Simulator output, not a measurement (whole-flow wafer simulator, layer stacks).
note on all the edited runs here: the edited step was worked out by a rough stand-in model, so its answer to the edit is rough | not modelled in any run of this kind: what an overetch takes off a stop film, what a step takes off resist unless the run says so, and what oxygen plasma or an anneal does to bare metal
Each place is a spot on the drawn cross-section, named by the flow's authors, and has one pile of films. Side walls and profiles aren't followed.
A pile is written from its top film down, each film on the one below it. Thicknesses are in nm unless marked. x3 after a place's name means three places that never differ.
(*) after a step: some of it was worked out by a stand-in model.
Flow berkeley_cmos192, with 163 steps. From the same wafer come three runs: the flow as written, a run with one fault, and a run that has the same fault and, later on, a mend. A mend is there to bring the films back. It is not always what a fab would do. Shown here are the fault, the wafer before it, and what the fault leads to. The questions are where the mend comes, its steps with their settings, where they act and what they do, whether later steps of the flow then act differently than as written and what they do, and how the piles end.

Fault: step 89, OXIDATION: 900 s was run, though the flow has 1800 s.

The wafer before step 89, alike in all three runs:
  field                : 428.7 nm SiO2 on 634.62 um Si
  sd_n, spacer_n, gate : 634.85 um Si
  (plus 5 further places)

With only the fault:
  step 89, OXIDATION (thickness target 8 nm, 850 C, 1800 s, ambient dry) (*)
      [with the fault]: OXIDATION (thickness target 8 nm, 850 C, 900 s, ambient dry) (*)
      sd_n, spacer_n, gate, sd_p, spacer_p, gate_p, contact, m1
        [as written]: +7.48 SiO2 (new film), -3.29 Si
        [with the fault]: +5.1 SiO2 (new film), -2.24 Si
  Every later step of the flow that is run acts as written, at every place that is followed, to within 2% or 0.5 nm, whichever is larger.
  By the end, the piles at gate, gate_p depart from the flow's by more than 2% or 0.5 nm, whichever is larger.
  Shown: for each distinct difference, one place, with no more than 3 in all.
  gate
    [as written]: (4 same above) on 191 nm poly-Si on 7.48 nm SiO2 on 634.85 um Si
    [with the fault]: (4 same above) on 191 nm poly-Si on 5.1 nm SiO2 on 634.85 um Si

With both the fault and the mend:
  The mend follows step 89.
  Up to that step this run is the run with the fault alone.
  step 89a, OXIDATION (thickness target 8 nm, 850 C, 900 s, ambient dry) (*) (the flow's step 89, run once more with other settings)
      sd_n, spacer_n, gate, sd_p, spacer_p, gate_p, contact, m1
        +2.39 SiO2, -1.05 Si
      field
        +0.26 SiO2, -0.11 Si
  Every later step of the flow that is run acts as written at every place that is followed.
  The piles end the same as the flow's at every place that both follow.
